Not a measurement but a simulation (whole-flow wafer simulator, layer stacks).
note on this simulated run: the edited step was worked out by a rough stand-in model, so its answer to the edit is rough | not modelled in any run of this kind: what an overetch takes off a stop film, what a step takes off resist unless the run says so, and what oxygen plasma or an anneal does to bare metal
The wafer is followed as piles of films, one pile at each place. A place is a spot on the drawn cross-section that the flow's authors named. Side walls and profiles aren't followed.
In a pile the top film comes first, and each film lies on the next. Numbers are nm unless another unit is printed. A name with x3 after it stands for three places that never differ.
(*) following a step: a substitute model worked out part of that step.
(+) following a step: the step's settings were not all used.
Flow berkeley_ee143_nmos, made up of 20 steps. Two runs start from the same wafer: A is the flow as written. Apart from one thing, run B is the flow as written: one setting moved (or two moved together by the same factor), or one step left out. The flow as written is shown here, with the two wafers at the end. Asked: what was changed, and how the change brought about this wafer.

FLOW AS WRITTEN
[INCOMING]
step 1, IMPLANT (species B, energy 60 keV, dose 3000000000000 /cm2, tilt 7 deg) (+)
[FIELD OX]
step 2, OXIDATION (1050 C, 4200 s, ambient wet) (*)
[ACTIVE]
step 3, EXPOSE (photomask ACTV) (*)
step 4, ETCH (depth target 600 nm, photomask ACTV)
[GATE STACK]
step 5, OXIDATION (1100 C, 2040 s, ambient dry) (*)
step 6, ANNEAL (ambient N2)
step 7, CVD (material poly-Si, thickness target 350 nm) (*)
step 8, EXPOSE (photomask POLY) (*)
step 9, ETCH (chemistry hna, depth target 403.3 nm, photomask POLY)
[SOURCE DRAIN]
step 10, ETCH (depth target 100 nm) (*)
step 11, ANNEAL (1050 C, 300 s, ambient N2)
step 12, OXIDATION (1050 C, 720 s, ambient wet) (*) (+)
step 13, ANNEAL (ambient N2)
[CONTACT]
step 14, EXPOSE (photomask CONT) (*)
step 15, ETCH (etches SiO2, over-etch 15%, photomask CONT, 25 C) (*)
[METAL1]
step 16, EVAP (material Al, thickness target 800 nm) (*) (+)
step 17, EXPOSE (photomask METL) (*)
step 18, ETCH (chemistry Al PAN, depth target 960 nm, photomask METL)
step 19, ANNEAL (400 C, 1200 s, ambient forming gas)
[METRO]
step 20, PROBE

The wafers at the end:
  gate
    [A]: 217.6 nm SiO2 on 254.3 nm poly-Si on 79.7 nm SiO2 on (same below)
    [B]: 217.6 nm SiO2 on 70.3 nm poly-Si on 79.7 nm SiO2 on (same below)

The reason: step 7, CVD: thickness target 166 nm was run, whereas the flow has thickness target 350 nm.

Step by step, how the change led to this:
  step 7, CVD (material poly-Si, thickness target 350 nm) (*)
      gate, sd, contact, field: A poly-Si gains 350 (new film) | B poly-Si gains 166 (new film)
  step 9, ETCH (chemistry hna, depth target 403.3 nm, photomask POLY)
      sd, contact, field: A poly-Si loses 350 (all of it) | B poly-Si loses 166 (all of it)
